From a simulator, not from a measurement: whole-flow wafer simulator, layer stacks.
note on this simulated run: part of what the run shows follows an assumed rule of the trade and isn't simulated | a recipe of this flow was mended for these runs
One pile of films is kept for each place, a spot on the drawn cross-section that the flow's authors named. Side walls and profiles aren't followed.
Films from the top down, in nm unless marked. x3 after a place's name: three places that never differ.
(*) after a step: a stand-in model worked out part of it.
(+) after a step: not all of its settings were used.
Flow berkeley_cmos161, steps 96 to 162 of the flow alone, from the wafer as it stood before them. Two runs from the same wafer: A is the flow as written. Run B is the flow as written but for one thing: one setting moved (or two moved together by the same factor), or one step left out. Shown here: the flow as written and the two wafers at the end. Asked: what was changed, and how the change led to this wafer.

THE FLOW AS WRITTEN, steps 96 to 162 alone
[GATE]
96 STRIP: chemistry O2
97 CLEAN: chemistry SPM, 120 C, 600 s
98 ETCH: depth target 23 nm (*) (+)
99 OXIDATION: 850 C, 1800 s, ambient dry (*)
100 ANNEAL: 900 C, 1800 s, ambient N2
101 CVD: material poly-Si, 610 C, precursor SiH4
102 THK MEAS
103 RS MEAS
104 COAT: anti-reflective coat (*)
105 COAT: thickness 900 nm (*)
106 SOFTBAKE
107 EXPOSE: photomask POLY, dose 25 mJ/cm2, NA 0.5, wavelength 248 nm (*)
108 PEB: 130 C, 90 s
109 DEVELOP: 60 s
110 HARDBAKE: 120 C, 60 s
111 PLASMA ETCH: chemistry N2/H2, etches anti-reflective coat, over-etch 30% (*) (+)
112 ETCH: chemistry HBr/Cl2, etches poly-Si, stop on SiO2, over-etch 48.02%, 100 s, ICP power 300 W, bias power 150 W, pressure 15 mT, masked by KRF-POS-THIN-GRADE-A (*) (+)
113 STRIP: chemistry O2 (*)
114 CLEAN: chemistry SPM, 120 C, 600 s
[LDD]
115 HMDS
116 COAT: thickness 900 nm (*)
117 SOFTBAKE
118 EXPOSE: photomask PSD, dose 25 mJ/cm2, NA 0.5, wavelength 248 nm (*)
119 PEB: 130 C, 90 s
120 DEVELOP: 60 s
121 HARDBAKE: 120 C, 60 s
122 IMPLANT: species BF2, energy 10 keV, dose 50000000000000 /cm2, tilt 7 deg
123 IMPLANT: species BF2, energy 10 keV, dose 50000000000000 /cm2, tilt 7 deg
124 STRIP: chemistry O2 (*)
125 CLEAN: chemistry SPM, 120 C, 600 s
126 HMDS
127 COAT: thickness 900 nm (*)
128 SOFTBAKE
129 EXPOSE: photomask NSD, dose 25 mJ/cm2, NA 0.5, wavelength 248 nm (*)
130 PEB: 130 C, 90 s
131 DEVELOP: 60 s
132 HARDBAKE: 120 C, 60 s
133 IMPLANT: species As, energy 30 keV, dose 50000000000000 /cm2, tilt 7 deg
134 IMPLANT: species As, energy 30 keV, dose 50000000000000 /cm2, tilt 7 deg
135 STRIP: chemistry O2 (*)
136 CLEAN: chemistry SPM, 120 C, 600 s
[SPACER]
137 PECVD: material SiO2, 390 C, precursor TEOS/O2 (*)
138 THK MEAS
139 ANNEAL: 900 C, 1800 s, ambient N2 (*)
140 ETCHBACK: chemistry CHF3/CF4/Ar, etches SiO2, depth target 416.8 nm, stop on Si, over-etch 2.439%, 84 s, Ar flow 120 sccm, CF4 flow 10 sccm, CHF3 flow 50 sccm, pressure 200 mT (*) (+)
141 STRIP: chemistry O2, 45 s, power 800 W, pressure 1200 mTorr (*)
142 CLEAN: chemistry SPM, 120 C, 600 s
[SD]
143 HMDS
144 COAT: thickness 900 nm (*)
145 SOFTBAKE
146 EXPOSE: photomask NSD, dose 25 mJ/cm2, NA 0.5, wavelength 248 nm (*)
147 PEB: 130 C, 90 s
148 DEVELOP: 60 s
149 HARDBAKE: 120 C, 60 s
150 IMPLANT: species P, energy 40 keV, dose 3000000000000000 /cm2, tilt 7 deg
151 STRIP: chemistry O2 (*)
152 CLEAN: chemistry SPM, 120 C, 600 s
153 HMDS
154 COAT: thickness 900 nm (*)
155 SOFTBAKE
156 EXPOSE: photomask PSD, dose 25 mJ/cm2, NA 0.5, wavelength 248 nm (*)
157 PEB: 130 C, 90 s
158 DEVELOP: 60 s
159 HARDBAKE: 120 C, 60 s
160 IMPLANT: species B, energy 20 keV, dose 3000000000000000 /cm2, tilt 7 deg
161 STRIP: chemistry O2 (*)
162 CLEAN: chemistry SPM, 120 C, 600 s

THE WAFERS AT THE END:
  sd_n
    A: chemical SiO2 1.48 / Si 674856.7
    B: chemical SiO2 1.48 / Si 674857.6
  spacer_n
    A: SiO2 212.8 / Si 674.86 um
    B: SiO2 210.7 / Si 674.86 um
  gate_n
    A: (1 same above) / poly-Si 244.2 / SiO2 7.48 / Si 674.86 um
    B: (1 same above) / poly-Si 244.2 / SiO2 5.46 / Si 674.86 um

The cause: step 99, OXIDATION: 819 C was run, where the flow has 850 C.

How the change led to this, step by step:
  99 OXIDATION: 850 C, 1800 s, ambient dry (*)
      sd_n, spacer_n, gate_n, sd_p, spacer_p, gate_p, contact, m1: A SiO2 +7.48 (new film), Si -3.29 | B SiO2 +5.46 (new film), Si -2.4
